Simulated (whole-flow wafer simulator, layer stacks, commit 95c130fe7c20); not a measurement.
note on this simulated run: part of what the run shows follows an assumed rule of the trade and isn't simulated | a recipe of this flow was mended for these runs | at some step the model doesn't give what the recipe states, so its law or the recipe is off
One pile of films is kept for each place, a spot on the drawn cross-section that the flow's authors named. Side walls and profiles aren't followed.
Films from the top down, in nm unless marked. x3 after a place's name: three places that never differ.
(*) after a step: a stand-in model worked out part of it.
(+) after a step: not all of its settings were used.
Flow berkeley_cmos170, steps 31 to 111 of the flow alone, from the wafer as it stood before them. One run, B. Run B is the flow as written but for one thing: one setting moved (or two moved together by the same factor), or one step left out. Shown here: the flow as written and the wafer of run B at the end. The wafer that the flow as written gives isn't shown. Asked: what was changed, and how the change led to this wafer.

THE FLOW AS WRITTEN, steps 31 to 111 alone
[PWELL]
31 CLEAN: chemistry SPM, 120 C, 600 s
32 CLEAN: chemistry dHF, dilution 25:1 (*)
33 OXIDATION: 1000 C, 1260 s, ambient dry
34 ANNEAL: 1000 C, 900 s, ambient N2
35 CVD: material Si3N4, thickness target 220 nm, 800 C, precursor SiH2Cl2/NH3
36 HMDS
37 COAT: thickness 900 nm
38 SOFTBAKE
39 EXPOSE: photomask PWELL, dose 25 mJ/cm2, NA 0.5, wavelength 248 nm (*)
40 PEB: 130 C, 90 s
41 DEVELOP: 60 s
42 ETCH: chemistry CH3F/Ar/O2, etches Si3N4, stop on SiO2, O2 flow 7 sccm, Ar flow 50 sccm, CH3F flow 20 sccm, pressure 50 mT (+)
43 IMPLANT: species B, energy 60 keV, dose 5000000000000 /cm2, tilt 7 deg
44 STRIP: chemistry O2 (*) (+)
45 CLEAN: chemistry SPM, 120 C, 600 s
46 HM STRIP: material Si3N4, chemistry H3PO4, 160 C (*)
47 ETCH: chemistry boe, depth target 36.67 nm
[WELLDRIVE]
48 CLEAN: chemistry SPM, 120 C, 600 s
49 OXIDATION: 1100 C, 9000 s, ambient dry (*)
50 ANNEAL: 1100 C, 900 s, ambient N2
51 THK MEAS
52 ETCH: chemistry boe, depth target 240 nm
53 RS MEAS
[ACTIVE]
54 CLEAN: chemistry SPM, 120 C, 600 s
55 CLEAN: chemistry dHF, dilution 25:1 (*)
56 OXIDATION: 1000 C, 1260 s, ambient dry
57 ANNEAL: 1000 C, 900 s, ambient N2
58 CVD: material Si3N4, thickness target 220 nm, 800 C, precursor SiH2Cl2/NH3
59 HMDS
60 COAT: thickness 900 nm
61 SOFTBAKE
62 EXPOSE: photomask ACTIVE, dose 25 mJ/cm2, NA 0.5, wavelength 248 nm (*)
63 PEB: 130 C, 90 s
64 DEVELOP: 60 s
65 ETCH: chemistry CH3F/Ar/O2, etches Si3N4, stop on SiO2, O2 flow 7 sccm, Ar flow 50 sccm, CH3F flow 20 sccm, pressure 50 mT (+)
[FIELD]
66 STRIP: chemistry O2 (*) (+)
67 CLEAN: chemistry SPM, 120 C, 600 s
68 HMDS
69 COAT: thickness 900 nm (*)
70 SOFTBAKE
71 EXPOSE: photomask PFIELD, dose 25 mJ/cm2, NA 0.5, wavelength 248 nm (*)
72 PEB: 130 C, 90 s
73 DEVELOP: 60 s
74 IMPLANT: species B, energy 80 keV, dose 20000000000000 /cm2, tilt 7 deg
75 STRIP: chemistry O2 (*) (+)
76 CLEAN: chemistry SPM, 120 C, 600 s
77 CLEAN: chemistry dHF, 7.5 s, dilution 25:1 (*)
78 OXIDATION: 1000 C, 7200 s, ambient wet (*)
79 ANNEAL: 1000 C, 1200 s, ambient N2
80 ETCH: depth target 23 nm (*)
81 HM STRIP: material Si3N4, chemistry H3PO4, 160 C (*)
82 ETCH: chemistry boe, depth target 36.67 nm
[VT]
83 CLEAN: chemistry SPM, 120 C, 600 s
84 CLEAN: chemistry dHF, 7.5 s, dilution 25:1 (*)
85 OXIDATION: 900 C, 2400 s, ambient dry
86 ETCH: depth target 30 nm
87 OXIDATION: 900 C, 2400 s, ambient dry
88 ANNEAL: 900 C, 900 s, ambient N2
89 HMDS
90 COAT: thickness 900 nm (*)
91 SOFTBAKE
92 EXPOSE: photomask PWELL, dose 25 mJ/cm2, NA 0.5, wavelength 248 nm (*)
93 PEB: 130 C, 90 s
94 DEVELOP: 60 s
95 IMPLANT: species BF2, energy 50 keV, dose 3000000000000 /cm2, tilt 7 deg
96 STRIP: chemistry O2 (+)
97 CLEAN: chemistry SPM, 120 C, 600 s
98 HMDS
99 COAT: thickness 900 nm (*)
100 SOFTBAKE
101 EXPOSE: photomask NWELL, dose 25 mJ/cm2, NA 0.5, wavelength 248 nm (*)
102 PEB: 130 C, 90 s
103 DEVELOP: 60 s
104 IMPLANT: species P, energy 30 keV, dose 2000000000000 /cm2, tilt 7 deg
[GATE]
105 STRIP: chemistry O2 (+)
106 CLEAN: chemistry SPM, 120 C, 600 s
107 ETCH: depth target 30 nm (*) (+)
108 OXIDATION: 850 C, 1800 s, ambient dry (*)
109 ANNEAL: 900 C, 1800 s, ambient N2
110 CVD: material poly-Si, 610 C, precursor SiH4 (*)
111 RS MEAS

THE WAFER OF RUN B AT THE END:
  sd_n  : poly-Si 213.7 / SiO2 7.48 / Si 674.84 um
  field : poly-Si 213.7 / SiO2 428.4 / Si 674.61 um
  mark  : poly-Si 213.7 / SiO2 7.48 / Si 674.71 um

The cause: step 33, OXIDATION: 1150 C was run, where the flow has 1000 C.

How the change led to this, step by step:
  33 OXIDATION: 1000 C, 1260 s, ambient dry
      field, mark, sd_n and 10 more: SiO2 +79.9 (new film), Si -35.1 (as written it would be: SiO2 +26.6 (new film), Si -11.7)
  47 ETCH: chemistry boe, depth target 36.67 nm
      field, mark, sd_n and 7 more: SiO2 -36.7 (as written it would be: SiO2 -8.89 (all of it))
      sd_p, spacer_p, gate_p: SiO2 -36.7 (as written it would be: SiO2 -19.7 (all of it))
  48 CLEAN: chemistry SPM, 120 C, 600 s
      field, mark, sd_n and 10 more: nothing (as written it would be: chemical SiO2 +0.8 (new film), Si -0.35)
  49 OXIDATION: 1100 C, 9000 s, ambient dry (*)
      field, mark, sd_n and 7 more: SiO2 +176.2, Si -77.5 (as written it would be: SiO2 +197.6 (new film), chemical SiO2 -0.8 (all of it), Si -86.6)
      sd_p, spacer_p, gate_p: SiO2 +168.5, Si -74.1 (as written it would be: SiO2 +197.6 (new film), chemical SiO2 -0.8 (all of it), Si -86.6)
  52 ETCH: chemistry boe, depth target 240 nm
      field, mark, sd_n and 7 more: SiO2 -201.7 (all of it) (as written it would be: SiO2 -197.6 (all of it))
      sd_p, spacer_p, gate_p: SiO2 -204.8 (all of it) (as written it would be: SiO2 -197.6 (all of it))
